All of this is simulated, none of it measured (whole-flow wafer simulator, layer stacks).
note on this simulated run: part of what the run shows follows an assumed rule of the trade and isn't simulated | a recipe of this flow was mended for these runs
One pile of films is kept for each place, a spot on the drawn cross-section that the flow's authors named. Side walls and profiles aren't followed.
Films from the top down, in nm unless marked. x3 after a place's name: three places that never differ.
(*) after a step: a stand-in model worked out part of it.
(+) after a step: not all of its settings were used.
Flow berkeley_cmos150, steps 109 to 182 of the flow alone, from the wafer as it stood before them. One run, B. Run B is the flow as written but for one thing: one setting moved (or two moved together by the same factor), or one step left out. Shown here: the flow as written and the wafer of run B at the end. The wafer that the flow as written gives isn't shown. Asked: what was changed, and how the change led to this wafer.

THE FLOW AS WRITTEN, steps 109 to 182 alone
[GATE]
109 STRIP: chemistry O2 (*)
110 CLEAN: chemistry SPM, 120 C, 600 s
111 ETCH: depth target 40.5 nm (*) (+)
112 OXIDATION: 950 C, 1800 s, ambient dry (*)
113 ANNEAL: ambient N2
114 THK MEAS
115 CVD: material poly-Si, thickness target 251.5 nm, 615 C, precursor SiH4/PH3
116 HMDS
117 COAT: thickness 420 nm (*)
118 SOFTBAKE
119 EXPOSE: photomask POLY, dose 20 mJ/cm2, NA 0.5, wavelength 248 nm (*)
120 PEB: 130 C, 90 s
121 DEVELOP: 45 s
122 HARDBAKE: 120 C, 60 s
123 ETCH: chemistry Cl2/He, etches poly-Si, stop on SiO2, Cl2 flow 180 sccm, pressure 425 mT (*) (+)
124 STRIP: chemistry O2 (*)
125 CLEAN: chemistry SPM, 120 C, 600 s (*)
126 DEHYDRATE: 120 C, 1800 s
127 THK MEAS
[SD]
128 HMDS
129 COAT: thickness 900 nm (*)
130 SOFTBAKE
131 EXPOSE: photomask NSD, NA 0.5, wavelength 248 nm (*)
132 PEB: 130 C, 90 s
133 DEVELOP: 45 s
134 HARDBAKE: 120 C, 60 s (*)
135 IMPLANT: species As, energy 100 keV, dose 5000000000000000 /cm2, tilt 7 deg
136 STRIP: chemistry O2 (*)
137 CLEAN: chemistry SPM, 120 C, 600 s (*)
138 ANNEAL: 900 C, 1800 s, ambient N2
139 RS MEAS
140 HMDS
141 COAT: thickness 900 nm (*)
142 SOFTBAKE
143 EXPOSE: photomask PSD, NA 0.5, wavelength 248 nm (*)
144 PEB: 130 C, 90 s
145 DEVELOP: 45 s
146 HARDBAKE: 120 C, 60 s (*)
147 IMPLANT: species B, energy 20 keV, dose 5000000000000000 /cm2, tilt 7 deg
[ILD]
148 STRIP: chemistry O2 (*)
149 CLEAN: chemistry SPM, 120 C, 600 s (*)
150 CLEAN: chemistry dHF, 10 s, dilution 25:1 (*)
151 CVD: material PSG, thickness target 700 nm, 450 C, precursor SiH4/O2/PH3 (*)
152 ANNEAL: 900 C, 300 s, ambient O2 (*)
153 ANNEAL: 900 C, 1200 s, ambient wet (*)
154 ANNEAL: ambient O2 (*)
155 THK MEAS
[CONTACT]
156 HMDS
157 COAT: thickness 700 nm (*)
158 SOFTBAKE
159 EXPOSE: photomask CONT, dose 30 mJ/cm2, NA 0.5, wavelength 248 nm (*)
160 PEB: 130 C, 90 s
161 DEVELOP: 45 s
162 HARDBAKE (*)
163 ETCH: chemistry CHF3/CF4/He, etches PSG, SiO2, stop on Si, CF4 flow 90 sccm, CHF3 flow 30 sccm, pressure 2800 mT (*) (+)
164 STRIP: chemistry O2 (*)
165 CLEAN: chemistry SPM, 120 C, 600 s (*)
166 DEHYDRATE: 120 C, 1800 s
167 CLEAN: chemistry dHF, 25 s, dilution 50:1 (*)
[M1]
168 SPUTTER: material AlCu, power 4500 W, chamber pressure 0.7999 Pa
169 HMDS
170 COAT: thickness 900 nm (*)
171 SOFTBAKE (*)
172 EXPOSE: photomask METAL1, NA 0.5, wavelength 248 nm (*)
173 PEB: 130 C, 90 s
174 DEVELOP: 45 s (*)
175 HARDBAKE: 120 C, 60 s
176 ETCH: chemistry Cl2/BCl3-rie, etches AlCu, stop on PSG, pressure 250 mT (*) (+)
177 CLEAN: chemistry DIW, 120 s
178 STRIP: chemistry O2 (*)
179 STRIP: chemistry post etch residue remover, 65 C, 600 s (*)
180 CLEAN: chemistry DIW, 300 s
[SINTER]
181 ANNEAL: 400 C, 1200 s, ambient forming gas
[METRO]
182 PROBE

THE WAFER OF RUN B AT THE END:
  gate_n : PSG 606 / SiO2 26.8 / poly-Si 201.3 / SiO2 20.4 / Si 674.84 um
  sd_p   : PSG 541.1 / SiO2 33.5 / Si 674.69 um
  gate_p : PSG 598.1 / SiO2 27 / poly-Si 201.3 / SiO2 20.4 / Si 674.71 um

The cause: step 115, CVD: thickness target 213.8 nm was run, where the flow has thickness target 251.5 nm.

How the change led to this, step by step:
  115 CVD: material poly-Si, thickness target 251.5 nm, 615 C, precursor SiH4/PH3
      field, field_p, sd_n, gate_n, sd_p, gate_p, contact, m1: poly-Si +213.8 (new film) (as written it would be: poly-Si +251.5 (new film))
  123 ETCH: chemistry Cl2/He, etches poly-Si, stop on SiO2, Cl2 flow 180 sccm, pressure 425 mT (*) (+)
      field, field_p, sd_n, sd_p, contact, m1: poly-Si -213.8 (all of it), SiO2 -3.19 (as written it would be: poly-Si -251.5 (all of it), SiO2 -3.19)
      gate_n, gate_p: KrF-resist -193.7 (as written it would be: KrF-resist -220.6)
  124 STRIP: chemistry O2 (*)
      gate_n: chemical SiO2 +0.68 (new film), KrF-resist -202 (all of it), poly-Si -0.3 (as written it would be: chemical SiO2 +0.69 (new film), KrF-resist -176.1 (all of it), poly-Si -0.3)
      gate_p: chemical SiO2 +0.68 (new film), KrF-resist -238.9 (all of it), poly-Si -0.3 (as written it would be: chemical SiO2 +0.69 (new film), KrF-resist -213.2 (all of it), poly-Si -0.3)
  129 COAT: thickness 900 nm (*)
      gate_n: thick-KrF-resist +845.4 (new film) (as written it would be: thick-KrF-resist +819.9 (new film))
      gate_p: thick-KrF-resist +915 (new film) (as written it would be: thick-KrF-resist +888.9 (new film))
  133 DEVELOP: 45 s
      gate_n: thick-KrF-resist -843.4 (all of it) (as written it would be: thick-KrF-resist -818.1 (all of it))
  136 STRIP: chemistry O2 (*)
      gate_p: thick-KrF-resist -899.6 (all of it), chemical SiO2 +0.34, poly-Si -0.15 (as written it would be: thick-KrF-resist -873.6 (all of it), chemical SiO2 +0.34, poly-Si -0.15)
  141 COAT: thickness 900 nm (*)
      gate_n: thick-KrF-resist +845.1 (new film) (as written it would be: thick-KrF-resist +819.7 (new film))
      gate_p: thick-KrF-resist +914.9 (new film) (as written it would be: thick-KrF-resist +888.8 (new film))
  145 DEVELOP: 45 s
      gate_p: thick-KrF-resist -912.7 (all of it) (as written it would be: thick-KrF-resist -886.7 (all of it))
  148 STRIP: chemistry O2 (*)
      gate_n: thick-KrF-resist -829.9 (all of it), chemical SiO2 +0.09, poly-Si -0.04 (as written it would be: thick-KrF-resist -804.5 (all of it), chemical SiO2 +0.09, poly-Si -0.04)
  157 COAT: thickness 700 nm (*)
      gate_n: KrF-resist +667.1 (new film) (as written it would be: KrF-resist +650.5 (new film))
      sd_p: KrF-resist +977 (new film) (as written it would be: KrF-resist +1000.3 (new film))
      (and at 1 more place)
  164 STRIP: chemistry O2 (*)
      gate_n: KrF-resist -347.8 (all of it) (as written it would be: KrF-resist -331.2 (all of it))
      sd_p: KrF-resist -656.8 (all of it) (as written it would be: KrF-resist -680 (all of it))
      (and at 1 more place)
  168 SPUTTER: material AlCu, power 4500 W, chamber pressure 0.7999 Pa
      sd_p: AlCu +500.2 (new film) (as written it would be: AlCu +471.4 (new film))
  170 COAT: thickness 900 nm (*)
      gate_n: thick-KrF-resist +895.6 (new film) (as written it would be: thick-KrF-resist +873.3 (new film))
      sd_p: thick-KrF-resist +1351.3 (new film) (as written it would be: thick-KrF-resist +1400.4 (new film))
      (and at 1 more place)
  174 DEVELOP: 45 s (*)
      gate_n: thick-KrF-resist -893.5 (all of it), AlCu -10 (as written it would be: thick-KrF-resist -871.2 (all of it), AlCu -10)
      sd_p: thick-KrF-resist -1347.9 (all of it), AlCu -10 (as written it would be: thick-KrF-resist -1396.9 (all of it), AlCu -10)
      (and at 1 more place)
  176 ETCH: chemistry Cl2/BCl3-rie, etches AlCu, stop on PSG, pressure 250 mT (*) (+)
      sd_p: AlCu -490.2 (all of it), PSG -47 (as written it would be: AlCu -461.4 (all of it), PSG -50.6)
      gate_p: AlCu -609.5 (all of it), PSG -32.1 (as written it would be: AlCu -616.1 (all of it), PSG -31.2)
